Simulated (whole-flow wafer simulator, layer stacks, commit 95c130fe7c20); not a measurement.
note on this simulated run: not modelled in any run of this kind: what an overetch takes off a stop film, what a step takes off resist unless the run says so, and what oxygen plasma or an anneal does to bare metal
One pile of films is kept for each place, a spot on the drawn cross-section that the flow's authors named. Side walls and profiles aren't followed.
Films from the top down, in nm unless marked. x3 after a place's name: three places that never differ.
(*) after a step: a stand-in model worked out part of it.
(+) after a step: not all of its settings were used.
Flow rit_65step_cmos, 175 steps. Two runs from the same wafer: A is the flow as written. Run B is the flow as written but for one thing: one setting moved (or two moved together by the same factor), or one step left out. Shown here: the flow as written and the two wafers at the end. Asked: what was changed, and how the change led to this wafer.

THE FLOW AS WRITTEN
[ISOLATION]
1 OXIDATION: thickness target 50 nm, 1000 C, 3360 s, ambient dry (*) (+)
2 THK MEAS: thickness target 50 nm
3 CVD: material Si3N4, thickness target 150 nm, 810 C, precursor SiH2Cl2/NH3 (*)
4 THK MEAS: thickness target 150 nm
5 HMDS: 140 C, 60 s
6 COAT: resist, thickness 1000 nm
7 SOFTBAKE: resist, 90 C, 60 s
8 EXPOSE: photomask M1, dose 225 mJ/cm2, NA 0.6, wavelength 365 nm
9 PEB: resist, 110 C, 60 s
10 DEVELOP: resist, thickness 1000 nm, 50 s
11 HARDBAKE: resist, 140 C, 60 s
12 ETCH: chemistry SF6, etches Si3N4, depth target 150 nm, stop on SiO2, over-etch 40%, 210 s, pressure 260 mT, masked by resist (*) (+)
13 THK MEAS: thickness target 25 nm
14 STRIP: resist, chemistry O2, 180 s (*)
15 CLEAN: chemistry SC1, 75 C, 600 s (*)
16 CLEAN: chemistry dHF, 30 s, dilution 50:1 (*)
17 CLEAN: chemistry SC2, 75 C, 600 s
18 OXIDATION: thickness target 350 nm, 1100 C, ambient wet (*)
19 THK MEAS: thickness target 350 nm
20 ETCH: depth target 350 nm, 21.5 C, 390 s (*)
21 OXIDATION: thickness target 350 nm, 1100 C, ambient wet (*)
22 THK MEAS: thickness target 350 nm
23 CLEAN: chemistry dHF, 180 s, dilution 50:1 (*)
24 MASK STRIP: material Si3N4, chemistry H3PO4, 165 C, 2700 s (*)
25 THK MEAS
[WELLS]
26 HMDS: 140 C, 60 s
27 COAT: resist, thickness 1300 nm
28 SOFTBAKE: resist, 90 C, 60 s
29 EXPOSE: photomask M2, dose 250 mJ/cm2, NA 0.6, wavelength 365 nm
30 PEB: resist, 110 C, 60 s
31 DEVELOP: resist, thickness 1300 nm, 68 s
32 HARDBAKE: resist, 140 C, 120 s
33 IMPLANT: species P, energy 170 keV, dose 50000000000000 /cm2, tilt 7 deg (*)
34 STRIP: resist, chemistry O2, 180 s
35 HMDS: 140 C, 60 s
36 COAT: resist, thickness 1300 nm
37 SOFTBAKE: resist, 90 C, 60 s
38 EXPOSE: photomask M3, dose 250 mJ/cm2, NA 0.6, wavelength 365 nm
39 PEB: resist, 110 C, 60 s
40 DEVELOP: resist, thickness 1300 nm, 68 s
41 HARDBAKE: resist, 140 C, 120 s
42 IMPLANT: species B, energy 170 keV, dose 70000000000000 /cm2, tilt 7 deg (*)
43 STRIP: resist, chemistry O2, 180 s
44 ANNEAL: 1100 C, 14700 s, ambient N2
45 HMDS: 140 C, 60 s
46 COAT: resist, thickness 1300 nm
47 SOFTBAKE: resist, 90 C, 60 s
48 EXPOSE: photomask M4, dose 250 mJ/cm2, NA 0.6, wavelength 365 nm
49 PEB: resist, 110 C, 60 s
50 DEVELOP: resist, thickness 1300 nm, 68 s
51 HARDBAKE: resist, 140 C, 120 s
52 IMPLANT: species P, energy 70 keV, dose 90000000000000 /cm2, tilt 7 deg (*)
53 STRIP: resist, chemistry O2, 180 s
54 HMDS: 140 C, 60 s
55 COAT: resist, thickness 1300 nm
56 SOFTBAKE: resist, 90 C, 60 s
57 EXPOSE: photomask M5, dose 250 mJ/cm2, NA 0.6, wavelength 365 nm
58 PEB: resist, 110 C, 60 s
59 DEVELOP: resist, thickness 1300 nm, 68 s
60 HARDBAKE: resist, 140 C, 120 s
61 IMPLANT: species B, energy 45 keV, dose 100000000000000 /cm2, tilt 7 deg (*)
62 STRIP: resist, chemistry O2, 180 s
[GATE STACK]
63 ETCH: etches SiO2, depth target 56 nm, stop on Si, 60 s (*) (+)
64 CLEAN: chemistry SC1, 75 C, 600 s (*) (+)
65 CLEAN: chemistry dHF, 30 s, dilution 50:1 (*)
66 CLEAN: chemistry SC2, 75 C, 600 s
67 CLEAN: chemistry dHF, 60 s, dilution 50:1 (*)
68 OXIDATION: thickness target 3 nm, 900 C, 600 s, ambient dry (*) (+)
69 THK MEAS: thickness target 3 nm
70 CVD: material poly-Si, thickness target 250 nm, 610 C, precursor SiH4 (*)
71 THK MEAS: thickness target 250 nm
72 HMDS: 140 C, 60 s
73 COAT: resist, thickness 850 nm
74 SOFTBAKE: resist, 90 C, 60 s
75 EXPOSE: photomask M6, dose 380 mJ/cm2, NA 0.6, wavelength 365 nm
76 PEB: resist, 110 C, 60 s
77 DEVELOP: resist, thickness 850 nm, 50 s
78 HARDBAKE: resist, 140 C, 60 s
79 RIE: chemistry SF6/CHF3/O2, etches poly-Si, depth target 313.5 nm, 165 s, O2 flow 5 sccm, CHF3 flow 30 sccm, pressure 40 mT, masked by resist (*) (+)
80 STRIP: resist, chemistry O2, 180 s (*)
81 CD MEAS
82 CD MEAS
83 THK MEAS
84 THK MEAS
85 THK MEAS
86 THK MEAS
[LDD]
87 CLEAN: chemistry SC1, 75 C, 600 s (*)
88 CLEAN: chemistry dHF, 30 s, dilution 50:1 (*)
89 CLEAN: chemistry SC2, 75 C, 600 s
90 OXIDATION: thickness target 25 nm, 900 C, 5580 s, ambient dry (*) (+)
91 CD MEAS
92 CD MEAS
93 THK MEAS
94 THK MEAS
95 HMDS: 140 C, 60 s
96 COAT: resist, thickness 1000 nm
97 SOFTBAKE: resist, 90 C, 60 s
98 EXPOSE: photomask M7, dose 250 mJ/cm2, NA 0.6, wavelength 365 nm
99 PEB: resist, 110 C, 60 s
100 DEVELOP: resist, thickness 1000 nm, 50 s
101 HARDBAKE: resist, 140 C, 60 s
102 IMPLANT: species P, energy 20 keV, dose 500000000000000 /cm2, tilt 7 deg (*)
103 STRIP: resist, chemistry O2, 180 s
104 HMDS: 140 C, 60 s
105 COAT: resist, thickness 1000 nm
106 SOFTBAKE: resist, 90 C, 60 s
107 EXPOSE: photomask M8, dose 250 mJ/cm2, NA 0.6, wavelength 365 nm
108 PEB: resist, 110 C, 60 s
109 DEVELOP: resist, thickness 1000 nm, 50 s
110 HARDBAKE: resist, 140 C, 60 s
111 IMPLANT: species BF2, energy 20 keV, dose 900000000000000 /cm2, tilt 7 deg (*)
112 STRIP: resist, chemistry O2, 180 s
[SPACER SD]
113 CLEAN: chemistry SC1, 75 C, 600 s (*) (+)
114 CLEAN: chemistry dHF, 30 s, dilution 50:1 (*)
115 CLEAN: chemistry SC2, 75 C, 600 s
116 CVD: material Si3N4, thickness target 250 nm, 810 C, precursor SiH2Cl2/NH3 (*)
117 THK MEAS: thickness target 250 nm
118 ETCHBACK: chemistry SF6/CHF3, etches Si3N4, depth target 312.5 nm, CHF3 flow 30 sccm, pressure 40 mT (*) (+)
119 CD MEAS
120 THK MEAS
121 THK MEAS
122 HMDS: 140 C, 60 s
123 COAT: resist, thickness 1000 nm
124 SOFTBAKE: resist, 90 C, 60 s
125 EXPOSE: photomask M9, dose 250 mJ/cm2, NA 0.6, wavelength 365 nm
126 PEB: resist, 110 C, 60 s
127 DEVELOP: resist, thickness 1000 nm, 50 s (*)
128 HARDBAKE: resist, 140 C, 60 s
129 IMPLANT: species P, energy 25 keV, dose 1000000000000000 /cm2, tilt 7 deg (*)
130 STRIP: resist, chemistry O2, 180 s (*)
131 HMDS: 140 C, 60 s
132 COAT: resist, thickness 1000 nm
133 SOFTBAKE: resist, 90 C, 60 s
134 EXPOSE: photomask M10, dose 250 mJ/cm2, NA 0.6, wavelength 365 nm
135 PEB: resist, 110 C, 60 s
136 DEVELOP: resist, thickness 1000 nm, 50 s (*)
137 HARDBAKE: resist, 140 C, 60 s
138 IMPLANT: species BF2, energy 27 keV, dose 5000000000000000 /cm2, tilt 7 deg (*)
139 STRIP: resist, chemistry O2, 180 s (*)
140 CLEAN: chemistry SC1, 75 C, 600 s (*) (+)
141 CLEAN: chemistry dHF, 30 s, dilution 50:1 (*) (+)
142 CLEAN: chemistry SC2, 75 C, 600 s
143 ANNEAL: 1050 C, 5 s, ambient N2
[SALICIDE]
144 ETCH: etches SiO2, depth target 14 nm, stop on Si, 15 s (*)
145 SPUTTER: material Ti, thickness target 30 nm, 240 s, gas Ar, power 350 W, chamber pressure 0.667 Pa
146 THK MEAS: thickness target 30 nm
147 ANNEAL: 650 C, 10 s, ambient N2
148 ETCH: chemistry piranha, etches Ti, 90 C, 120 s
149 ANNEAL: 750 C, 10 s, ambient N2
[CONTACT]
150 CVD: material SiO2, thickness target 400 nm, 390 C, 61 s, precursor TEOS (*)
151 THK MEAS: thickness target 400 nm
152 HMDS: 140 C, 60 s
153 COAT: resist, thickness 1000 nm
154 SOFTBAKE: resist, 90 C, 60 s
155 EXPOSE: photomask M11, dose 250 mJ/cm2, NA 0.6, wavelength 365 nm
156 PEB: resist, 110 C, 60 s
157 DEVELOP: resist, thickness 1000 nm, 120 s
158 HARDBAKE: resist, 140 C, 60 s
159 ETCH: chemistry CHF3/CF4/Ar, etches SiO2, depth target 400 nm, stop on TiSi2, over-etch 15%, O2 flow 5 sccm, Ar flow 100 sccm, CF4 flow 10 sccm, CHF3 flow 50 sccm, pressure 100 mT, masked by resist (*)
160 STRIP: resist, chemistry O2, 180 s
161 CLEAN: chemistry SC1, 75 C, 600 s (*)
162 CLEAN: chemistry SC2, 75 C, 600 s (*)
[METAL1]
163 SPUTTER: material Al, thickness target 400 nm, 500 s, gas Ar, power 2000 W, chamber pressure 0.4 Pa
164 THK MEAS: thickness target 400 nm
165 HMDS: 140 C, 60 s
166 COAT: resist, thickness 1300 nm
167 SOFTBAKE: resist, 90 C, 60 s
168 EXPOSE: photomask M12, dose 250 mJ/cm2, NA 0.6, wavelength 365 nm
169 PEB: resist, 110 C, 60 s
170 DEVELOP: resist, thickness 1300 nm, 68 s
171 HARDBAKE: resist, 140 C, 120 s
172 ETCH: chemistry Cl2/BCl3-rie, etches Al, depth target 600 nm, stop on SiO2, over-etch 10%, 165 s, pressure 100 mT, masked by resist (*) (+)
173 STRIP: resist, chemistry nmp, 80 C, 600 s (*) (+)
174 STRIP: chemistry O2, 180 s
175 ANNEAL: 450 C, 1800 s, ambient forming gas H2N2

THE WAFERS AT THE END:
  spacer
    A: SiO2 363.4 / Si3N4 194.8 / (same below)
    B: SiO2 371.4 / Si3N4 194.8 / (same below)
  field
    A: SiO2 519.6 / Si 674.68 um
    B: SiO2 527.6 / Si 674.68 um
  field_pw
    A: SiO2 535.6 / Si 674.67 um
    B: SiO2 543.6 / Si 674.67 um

The cause: step 163, SPUTTER: power 2318 W was run, where the flow has power 2000 W.

How the change led to this, step by step:
  163 SPUTTER: material Al, thickness target 400 nm, 500 s, gas Ar, power 2000 W, chamber pressure 0.4 Pa
      field, field_pw, field_p, spacer, spacer_p: A Al +400 (new film) | B Al +463.6 (new film)
      gate_n, gate_p: A Al +396 (new film) | B Al +456.4 (new film)
      (and at 1 more place)
  172 ETCH: chemistry Cl2/BCl3-rie, etches Al, depth target 600 nm, stop on SiO2, over-etch 10%, 165 s, pressure 100 mT, masked by resist (*) (+)
      field, field_pw, field_p, spacer, spacer_p: A Al -400 (all of it), SiO2 -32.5 | B Al -463.6 (all of it), SiO2 -24.6
      gate_n, gate_p: A Al -396 (all of it), SiO2 -33 | B Al -456.4 (all of it), SiO2 -25.5
      (and at 1 more place)
